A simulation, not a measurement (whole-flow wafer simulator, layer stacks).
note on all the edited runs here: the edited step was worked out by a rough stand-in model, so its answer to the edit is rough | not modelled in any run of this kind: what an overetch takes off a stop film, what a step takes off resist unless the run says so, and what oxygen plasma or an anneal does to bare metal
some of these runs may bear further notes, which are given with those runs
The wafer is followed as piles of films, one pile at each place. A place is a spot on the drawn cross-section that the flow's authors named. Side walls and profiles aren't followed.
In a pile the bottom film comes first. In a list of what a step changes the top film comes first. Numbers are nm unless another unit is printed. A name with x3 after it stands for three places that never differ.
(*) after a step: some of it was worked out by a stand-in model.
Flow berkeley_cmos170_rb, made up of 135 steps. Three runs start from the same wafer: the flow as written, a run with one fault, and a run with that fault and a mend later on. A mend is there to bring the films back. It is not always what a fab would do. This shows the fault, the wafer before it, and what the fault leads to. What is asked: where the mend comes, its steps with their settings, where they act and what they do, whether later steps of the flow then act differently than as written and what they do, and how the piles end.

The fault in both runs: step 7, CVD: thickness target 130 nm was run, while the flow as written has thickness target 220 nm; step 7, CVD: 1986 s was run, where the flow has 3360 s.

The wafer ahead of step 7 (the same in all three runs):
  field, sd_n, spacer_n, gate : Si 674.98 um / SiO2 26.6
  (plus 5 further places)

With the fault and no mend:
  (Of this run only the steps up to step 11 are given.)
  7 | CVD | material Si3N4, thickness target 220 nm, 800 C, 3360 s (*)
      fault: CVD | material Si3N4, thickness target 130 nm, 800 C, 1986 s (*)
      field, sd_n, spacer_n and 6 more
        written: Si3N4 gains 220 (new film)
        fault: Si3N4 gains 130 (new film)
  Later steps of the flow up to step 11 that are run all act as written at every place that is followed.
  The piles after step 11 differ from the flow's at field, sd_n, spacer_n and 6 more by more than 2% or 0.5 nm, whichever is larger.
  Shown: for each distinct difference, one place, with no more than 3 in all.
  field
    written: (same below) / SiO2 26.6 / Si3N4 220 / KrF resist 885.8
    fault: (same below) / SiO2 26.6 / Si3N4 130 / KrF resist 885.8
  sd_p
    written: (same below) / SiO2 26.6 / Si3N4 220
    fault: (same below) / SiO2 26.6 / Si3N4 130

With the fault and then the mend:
  The mend stands after step 7.
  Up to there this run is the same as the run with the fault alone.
  7a | CVD | material Si3N4, thickness target 89.98 nm, 800 C, 1374 s (*) (the flow's step 7 again, with other settings)
      field, sd_n, spacer_n and 6 more
        Si3N4 gains 90
  Later steps of the flow that are run all act as written at every place that is followed.
  At every place that both follow, the piles at the end match the flow's.
